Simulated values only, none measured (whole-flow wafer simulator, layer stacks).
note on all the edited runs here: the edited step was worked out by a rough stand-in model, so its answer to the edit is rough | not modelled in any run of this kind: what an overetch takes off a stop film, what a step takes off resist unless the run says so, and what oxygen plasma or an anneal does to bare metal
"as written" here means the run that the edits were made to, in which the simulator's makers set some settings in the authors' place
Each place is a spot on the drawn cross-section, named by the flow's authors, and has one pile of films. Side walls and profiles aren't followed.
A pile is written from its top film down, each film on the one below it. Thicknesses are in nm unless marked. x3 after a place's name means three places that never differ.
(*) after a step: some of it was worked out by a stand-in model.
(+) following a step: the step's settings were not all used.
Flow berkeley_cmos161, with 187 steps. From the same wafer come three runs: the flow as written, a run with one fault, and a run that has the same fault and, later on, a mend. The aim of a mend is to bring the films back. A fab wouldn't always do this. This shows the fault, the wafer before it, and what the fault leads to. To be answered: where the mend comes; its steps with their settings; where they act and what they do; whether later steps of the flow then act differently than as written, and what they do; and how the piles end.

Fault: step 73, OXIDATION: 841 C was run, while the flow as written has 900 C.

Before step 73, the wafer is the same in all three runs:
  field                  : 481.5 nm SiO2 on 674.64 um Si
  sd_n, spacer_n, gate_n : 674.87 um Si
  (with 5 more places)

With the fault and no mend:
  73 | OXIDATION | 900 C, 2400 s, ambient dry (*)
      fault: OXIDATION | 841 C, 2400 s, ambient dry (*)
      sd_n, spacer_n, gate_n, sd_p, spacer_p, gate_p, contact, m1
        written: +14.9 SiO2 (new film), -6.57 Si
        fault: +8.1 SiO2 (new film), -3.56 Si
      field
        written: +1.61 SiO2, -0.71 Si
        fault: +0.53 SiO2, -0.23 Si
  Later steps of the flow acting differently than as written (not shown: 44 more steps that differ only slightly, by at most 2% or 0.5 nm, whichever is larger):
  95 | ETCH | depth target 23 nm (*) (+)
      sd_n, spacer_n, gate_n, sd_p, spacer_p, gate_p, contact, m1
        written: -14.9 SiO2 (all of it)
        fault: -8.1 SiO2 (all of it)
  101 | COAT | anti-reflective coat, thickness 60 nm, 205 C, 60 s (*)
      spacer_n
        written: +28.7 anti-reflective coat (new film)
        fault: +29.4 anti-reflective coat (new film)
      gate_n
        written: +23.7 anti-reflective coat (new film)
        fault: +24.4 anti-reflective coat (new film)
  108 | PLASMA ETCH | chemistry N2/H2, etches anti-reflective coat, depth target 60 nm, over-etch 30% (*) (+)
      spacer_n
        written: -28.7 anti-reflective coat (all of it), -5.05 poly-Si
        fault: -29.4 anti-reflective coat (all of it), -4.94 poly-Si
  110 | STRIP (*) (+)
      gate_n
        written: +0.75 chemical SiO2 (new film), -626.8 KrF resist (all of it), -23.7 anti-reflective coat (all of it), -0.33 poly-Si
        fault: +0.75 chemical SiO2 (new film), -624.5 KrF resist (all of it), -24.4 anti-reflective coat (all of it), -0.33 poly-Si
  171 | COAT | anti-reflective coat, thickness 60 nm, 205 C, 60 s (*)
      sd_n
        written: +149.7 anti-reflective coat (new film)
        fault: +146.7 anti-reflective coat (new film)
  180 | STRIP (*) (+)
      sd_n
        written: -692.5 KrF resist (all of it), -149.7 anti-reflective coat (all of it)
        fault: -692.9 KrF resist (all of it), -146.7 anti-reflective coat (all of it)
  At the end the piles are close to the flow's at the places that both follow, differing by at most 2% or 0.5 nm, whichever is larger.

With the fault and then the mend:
  After step 74 comes the mend.
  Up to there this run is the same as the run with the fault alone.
  74a | OXIDATION | 900 C, 1463 s, ambient dry (*) (the flow's step 73, run once more with other settings)
      sd_n, spacer_n, gate_n, sd_p, spacer_p, gate_p, contact, m1
        +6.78 SiO2, -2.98 Si
      field
        +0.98 SiO2, -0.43 Si
  Later steps of the flow that are run all act as written at every place that is followed, up to a difference of at most 2% or 0.5 nm, whichever is larger.
  At the end the piles are close to the flow's at the places that both follow, differing by at most 2% or 0.5 nm, whichever is larger.
